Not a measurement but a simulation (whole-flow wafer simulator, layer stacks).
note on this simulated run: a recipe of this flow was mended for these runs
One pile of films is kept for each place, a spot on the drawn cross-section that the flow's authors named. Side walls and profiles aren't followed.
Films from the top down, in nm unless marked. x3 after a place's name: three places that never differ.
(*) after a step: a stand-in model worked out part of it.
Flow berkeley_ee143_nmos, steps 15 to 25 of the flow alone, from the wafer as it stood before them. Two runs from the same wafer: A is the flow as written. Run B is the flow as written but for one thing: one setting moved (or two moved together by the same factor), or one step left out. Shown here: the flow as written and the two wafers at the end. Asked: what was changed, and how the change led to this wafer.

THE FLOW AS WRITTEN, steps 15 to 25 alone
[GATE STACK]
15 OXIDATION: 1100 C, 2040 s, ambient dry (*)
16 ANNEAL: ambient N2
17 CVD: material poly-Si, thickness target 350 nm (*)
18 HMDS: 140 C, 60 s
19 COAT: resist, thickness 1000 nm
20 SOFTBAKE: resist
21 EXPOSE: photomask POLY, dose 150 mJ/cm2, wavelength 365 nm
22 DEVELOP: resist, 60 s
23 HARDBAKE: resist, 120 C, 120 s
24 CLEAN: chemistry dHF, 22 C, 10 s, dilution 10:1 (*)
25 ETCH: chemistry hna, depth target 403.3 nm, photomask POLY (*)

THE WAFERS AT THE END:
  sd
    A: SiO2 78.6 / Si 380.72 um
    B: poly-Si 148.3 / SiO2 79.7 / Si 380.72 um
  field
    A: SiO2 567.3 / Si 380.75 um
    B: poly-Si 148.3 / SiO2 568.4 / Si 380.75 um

The cause: step 25, ETCH: depth target 201.7 nm was run, where the flow has depth target 403.3 nm.

How the change led to this, step by step:
  25 ETCH: chemistry hna, depth target 403.3 nm, photomask POLY (*)
      sd, contact, field: A poly-Si -350 (all of it), SiO2 -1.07 | B poly-Si -201.7
